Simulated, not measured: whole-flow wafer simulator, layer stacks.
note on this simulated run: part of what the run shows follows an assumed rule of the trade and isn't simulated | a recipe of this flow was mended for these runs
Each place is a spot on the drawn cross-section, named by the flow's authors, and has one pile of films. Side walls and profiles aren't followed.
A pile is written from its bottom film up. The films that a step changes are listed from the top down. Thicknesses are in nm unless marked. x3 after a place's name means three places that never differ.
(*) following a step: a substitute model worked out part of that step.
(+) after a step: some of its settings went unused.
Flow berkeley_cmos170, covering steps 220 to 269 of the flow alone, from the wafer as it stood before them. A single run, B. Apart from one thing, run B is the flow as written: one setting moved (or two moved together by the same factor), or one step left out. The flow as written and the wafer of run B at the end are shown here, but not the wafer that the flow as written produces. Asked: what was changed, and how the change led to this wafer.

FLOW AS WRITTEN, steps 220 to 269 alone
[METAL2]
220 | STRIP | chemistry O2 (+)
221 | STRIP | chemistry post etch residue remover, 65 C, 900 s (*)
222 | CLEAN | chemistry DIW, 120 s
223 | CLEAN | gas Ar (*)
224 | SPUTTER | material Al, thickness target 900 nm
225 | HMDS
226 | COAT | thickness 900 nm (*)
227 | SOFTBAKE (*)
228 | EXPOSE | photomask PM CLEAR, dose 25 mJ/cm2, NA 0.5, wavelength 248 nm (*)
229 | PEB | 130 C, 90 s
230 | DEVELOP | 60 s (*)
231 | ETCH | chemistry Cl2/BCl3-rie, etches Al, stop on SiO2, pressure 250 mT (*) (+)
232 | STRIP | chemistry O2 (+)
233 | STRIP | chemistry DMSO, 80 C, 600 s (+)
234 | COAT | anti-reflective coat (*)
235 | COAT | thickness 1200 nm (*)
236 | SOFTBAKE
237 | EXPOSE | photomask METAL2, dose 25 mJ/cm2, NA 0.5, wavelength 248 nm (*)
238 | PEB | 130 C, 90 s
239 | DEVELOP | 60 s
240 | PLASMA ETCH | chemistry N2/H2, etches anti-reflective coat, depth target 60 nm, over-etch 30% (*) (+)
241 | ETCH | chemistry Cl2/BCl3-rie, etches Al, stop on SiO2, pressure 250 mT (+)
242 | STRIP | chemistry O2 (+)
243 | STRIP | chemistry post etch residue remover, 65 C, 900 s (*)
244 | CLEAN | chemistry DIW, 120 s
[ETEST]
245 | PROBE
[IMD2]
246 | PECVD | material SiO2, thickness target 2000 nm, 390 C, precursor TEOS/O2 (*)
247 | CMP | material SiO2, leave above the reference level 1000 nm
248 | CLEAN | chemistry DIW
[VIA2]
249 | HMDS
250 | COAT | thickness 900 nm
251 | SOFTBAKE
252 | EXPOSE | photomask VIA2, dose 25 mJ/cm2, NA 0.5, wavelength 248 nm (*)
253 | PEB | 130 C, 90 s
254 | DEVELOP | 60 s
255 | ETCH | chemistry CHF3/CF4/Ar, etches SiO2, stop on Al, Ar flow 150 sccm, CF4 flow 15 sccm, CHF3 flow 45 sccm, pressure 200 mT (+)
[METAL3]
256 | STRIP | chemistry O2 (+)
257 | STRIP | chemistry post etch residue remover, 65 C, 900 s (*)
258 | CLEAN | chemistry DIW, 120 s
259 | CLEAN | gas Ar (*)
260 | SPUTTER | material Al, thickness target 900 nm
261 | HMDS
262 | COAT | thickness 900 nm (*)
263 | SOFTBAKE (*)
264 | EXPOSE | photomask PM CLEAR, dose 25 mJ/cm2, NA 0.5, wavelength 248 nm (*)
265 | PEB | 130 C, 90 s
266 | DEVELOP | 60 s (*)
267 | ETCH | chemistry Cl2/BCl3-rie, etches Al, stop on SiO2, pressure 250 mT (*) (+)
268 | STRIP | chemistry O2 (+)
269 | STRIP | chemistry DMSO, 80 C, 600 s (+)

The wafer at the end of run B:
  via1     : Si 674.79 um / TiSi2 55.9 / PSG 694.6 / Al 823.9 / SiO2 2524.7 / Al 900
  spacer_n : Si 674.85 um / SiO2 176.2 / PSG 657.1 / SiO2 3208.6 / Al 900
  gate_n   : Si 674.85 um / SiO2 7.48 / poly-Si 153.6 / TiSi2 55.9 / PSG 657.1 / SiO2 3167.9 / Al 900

What caused this: step 224, SPUTTER: thickness target 765 nm was run, though the flow has thickness target 900 nm.

The path from the change to this, step by step:
  224 | SPUTTER | material Al, thickness target 900 nm
      field, mark, sd_n and 9 more: +765 Al (new film) (it would be, as written: +900 Al (new film))
      via1: +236 Al (it would be, as written: +259.4 Al)
  226 | COAT | thickness 900 nm (*)
      via1: +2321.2 KrF-resist (new film) (it would be, as written: +2428.6 KrF-resist (new film))
  229 | PEB | 130 C, 90 s
      via1: -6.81 KrF-resist (it would be, as written: -7.55 KrF-resist)
  231 | ETCH | chemistry Cl2/BCl3-rie, etches Al, stop on SiO2, pressure 250 mT (*) (+)
      field, sd_n, spacer_n and 9 more: -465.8 KrF-resist (it would be, as written: -533.3 KrF-resist)
      mark: -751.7 Al (all of it), -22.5 SiO2 (it would be, as written: -886.7 Al (all of it), -22.5 SiO2)
  232 | STRIP | chemistry O2 (+)
      field, spacer_n, gate_n: -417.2 KrF-resist (all of it) (it would be, as written: -349.7 KrF-resist (all of it))
      sd_n: -414.6 KrF-resist (all of it) (it would be, as written: -347 KrF-resist (all of it))
      (as well as at 8 more places)
  234 | COAT | anti-reflective coat (*)
      via1: +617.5 anti-reflective coat (new film) (it would be, as written: +671.1 anti-reflective coat (new film))
  235 | COAT | thickness 1200 nm (*)
      via1: +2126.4 KrF-resist (new film) (it would be, as written: +2189 KrF-resist (new film))
  241 | ETCH | chemistry Cl2/BCl3-rie, etches Al, stop on SiO2, pressure 250 mT (+)
      field, sd_n, spacer_n, gate_n, sd_p, spacer_p, gate_p: -765 Al (all of it), -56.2 SiO2 (it would be, as written: -900 Al (all of it), -56.2 SiO2)
      contact, m1, via1, m2, via2: -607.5 KrF-resist (it would be, as written: -675 KrF-resist)
      (as well as at 1 more place)
  242 | STRIP | chemistry O2 (+)
      contact: -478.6 KrF-resist (all of it), -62 anti-reflective coat (all of it) (it would be, as written: -412 KrF-resist (all of it), -62.1 anti-reflective coat (all of it))
      m1: -496.9 KrF-resist (all of it), -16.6 anti-reflective coat (all of it) (it would be, as written: -433.1 KrF-resist (all of it), -16.6 anti-reflective coat (all of it))
      (as well as at 3 more places)
  246 | PECVD | material SiO2, thickness target 2000 nm, 390 C, precursor TEOS/O2 (*)
      via1: +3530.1 SiO2 (new film) (it would be, as written: +3103.6 SiO2 (new film), +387 void (new film), +151 SiO2 (new film))
  247 | CMP | material SiO2, leave above the reference level 1000 nm
      mark: -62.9 SiO2 (it would be, as written: nothing)
      field, sd_n, spacer_n, gate_n, sd_p, spacer_p, gate_p: -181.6 SiO2 (it would be, as written: -46.6 SiO2)
